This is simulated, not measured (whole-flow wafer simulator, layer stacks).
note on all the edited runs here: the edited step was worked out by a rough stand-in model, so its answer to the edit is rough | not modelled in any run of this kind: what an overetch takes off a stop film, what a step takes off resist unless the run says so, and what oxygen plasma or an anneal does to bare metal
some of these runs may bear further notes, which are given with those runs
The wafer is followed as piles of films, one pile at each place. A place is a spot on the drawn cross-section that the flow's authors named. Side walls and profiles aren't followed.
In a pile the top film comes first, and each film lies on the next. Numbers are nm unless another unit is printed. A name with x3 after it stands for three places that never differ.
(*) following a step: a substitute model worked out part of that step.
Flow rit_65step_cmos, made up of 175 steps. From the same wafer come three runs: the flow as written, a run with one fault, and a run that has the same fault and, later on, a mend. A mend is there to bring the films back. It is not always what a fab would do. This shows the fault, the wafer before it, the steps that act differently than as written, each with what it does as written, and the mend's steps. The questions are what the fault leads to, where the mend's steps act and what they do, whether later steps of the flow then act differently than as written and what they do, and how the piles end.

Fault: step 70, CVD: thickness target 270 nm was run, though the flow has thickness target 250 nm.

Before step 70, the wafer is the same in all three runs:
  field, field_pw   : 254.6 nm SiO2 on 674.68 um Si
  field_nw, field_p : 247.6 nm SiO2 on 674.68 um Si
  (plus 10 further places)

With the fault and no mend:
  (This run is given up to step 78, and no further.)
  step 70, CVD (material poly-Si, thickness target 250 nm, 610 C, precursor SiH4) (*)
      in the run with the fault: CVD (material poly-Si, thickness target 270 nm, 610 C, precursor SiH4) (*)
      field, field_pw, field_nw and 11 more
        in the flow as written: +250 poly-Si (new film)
        in the run with the fault: +270 poly-Si (new film)
  Every later step of the flow up to step 78 that is run acts as written at every place that is followed.
  After step 78, at field, field_pw, field_nw and 11 more, the piles differ from the flow's by more than 2% or 0.5 nm, whichever is larger.
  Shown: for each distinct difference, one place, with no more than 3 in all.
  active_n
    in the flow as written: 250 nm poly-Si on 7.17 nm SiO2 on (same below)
    in the run with the fault: 270 nm poly-Si on 7.17 nm SiO2 on (same below)
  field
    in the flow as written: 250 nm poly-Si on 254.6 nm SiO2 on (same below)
    in the run with the fault: 270 nm poly-Si on 254.6 nm SiO2 on (same below)
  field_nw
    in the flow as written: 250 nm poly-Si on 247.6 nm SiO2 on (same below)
    in the run with the fault: 270 nm poly-Si on 247.6 nm SiO2 on (same below)

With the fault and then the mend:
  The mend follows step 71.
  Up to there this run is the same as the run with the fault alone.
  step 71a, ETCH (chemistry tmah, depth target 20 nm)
      field, field_pw, field_nw and 11 more
        -20 poly-Si
  Every later step of the flow that is run acts as written at every place that is followed.
  By the end, the piles equal the flow's at every place that both follow.
